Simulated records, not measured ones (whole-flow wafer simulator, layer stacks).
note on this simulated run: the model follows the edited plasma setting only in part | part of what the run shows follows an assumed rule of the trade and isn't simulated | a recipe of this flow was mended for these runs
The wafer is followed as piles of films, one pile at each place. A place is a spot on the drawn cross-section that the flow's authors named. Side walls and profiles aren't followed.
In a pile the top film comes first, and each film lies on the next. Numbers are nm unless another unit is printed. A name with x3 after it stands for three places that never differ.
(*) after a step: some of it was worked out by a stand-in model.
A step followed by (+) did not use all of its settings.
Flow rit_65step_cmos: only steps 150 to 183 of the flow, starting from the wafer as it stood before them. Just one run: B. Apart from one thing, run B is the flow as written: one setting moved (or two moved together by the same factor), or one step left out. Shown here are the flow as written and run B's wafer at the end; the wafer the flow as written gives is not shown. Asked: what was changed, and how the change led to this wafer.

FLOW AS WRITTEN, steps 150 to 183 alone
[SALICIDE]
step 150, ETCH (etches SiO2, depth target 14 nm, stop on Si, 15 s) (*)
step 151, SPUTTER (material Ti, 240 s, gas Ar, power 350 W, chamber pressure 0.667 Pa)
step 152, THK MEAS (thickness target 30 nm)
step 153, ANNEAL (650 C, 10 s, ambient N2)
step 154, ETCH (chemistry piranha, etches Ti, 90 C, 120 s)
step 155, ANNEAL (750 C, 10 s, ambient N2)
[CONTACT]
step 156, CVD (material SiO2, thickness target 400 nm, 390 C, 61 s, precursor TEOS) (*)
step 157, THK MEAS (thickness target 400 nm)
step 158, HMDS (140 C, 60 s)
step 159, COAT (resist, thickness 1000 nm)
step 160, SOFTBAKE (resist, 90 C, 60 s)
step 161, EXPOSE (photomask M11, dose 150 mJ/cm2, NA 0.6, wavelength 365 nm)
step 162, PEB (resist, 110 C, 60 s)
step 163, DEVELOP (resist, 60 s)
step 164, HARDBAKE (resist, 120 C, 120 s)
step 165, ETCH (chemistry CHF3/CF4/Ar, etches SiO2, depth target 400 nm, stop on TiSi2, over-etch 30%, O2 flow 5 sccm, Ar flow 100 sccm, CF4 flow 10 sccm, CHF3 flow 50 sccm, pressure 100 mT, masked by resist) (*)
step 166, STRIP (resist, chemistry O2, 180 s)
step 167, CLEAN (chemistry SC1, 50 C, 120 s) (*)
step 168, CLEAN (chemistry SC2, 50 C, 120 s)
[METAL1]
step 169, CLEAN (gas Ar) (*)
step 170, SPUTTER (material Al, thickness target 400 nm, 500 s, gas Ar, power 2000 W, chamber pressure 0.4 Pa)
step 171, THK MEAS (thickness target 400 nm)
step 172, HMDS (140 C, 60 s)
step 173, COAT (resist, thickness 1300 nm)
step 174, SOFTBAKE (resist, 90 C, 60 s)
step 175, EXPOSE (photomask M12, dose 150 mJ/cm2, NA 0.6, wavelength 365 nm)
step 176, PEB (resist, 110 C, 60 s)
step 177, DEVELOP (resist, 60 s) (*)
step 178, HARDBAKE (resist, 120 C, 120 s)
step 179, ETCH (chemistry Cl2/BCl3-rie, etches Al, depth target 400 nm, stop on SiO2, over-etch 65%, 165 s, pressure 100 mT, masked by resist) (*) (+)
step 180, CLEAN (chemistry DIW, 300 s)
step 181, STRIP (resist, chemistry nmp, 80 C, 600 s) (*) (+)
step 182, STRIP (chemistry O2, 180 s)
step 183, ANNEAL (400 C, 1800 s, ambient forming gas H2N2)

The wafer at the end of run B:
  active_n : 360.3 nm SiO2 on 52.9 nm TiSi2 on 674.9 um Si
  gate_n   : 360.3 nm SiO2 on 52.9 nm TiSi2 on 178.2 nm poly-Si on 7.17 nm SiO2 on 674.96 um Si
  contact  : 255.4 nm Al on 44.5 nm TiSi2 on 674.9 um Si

Cause: step 151, SPUTTER: power 331 W was run, though the flow has power 350 W.

Step by step, how the change led to this:
  step 151, SPUTTER (material Ti, 240 s, gas Ar, power 350 W, chamber pressure 0.667 Pa)
      field, field_pw, field_nw and 11 more: +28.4 Ti (new film) (as written it would have been: +30 Ti (new film))
  step 153, ANNEAL (650 C, 10 s, ambient N2)
      active_n, active_p, sd_n, sd_p, contact, m1: -22.1 Ti, +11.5 TiSi first (new film), +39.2 TiSi2 C49 (new film), -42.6 Si (as written it would have been: -23.4 Ti, +15 TiSi first (new film), +37.2 TiSi2 C49 (new film), -43.1 Si)
      gate_n, gate_p: -22.1 Ti, +11.5 TiSi first (new film), +39.2 TiSi2 C49 (new film), -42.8 poly-Si (as written it would have been: -23.4 Ti, +15 TiSi first (new film), +37.2 TiSi2 C49 (new film), -43.3 poly-Si)
  step 154, ETCH (chemistry piranha, etches Ti, 90 C, 120 s)
      field, field_pw, field_nw, field_p, spacer, spacer_p: -28.4 Ti (all of it) (as written it would have been: -30 Ti (all of it))
  step 155, ANNEAL (750 C, 10 s, ambient N2)
      active_n, active_p, sd_n, sd_p, contact, m1: +52.9 TiSi2 (new film), -11.4 TiSi first (all of it), -39.2 TiSi2 C49 (all of it), -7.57 Si (as written it would have been: +55.9 TiSi2 (new film), -14.9 TiSi first (all of it), -37.2 TiSi2 C49 (all of it), -9.91 Si)
      gate_n, gate_p: +52.9 TiSi2 (new film), -11.4 TiSi first (all of it), -39.2 TiSi2 C49 (all of it), -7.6 poly-Si (as written it would have been: +55.9 TiSi2 (new film), -14.9 TiSi first (all of it), -37.2 TiSi2 C49 (all of it), -9.95 poly-Si)
